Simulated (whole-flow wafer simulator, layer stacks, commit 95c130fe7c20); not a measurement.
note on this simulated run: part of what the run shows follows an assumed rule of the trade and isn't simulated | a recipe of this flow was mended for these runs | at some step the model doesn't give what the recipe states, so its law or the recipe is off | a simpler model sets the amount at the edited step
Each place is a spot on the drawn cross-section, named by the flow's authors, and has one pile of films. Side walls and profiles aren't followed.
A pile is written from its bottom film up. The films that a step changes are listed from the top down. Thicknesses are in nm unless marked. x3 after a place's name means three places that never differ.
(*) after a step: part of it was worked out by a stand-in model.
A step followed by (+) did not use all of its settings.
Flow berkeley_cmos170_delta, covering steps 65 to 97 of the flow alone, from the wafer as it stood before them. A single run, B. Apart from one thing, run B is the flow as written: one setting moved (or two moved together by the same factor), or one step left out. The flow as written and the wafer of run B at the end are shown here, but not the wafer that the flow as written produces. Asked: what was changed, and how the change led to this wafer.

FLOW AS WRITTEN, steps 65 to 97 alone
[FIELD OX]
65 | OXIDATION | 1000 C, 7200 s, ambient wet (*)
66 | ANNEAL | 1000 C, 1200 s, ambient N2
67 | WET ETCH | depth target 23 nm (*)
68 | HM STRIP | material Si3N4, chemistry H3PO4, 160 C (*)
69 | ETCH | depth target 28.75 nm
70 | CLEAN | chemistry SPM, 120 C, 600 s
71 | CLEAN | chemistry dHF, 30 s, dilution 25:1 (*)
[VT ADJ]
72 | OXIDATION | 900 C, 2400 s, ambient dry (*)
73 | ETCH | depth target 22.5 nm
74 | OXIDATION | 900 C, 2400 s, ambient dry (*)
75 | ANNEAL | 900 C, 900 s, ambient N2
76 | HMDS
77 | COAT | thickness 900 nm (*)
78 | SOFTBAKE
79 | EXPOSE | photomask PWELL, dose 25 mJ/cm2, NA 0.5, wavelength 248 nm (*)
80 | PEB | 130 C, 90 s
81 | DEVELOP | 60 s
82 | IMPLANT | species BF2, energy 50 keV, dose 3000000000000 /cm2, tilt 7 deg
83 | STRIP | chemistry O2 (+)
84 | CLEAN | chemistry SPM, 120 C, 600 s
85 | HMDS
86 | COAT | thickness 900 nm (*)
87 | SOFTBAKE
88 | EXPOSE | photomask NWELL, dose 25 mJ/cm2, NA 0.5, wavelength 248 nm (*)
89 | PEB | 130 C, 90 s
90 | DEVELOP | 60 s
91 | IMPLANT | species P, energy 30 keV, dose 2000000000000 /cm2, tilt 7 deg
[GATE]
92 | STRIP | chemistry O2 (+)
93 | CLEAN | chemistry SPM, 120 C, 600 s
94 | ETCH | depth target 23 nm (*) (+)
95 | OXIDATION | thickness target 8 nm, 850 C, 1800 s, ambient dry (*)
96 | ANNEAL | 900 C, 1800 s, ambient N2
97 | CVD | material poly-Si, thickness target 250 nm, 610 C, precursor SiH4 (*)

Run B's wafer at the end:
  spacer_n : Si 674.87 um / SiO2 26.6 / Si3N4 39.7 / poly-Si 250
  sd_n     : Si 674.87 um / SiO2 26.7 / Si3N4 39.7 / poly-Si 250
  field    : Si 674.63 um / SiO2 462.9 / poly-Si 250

Cause: step 68, HM STRIP: 128 C was run, whereas the flow has 160 C.

Step by step, how the change led to this:
  68 | HM STRIP | material Si3N4, chemistry H3PO4, 160 C (*)
      sd_n, spacer_n, gate, sd_p, spacer_p, gate_p, contact, m1: -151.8 Si3N4 (as written it would have been: -194.7 Si3N4 (all of it), -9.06 SiO2)
      field: -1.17 SiO2 (as written it would have been: -15.1 SiO2)
  69 | ETCH | depth target 28.75 nm
      spacer_n, gate, spacer_p, gate_p, contact, m1: -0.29 Si3N4 (as written it would have been: -17.5 SiO2 (all of it))
      sd_n, sd_p: -0.29 Si3N4 (as written it would have been: -17.6 SiO2 (all of it))
  70 | CLEAN | chemistry SPM, 120 C, 600 s
      sd_n, spacer_n, gate, sd_p, spacer_p, gate_p, contact, m1: nothing (as written it would have been: +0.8 chemical SiO2 (new film), -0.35 Si)
  71 | CLEAN | chemistry dHF, 30 s, dilution 25:1 (*)
      sd_n, spacer_n, gate, sd_p, spacer_p, gate_p, contact, m1: -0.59 Si3N4 (as written it would have been: -0.8 chemical SiO2 (all of it))
  72 | OXIDATION | 900 C, 2400 s, ambient dry (*)
      sd_n, spacer_n, gate, sd_p, spacer_p, gate_p, contact, m1: nothing (as written it would have been: +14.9 SiO2 (new film), -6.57 Si)
  73 | ETCH | depth target 22.5 nm
      sd_n, spacer_n, gate, sd_p, spacer_p, gate_p, contact, m1: -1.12 Si3N4 (as written it would have been: -14.9 SiO2 (all of it))
  74 | OXIDATION | 900 C, 2400 s, ambient dry (*)
      sd_n, spacer_n, gate, sd_p, spacer_p, gate_p, contact, m1: nothing (as written it would have been: +14.9 SiO2 (new film), -6.57 Si)
  77 | COAT | thickness 900 nm (*)
      sd_n: +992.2 KrF-resist (new film) (as written it would have been: +1019.4 KrF-resist (new film))
      sd_p: +976.2 KrF-resist (new film) (as written it would have been: +998.4 KrF-resist (new film))
      (as well as at 2 more places)
  81 | DEVELOP | 60 s
      sd_n: -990 KrF-resist (all of it) (as written it would have been: -1017.1 KrF-resist (all of it))
      contact: -970.8 KrF-resist (all of it) (as written it would have been: -991.4 KrF-resist (all of it))
      (as well as at 1 more place)
  83 | STRIP | chemistry O2 (+)
      sd_p: -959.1 KrF-resist (all of it) (as written it would have been: -981.2 KrF-resist (all of it))
  86 | COAT | thickness 900 nm (*)
      sd_n: +992.2 KrF-resist (new film) (as written it would have been: +1019.4 KrF-resist (new film))
      sd_p: +976.2 KrF-resist (new film) (as written it would have been: +998.4 KrF-resist (new film))
      (as well as at 2 more places)
  90 | DEVELOP | 60 s
      sd_p: -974 KrF-resist (all of it) (as written it would have been: -996.1 KrF-resist (all of it))
  92 | STRIP | chemistry O2 (+)
      sd_n: -975 KrF-resist (all of it) (as written it would have been: -1002.2 KrF-resist (all of it))
      contact: -955.9 KrF-resist (all of it) (as written it would have been: -976.4 KrF-resist (all of it))
      (as well as at 1 more place)
  94 | ETCH | depth target 23 nm (*) (+)
      sd_n, spacer_n, gate, sd_p, spacer_p, gate_p, contact, m1: -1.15 Si3N4 (as written it would have been: -14.9 SiO2 (all of it))
  95 | OXIDATION | thickness target 8 nm, 850 C, 1800 s, ambient dry (*)
      sd_n, spacer_n, gate, sd_p, spacer_p, gate_p, contact, m1: nothing (as written it would have been: +7.48 SiO2 (new film), -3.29 Si)
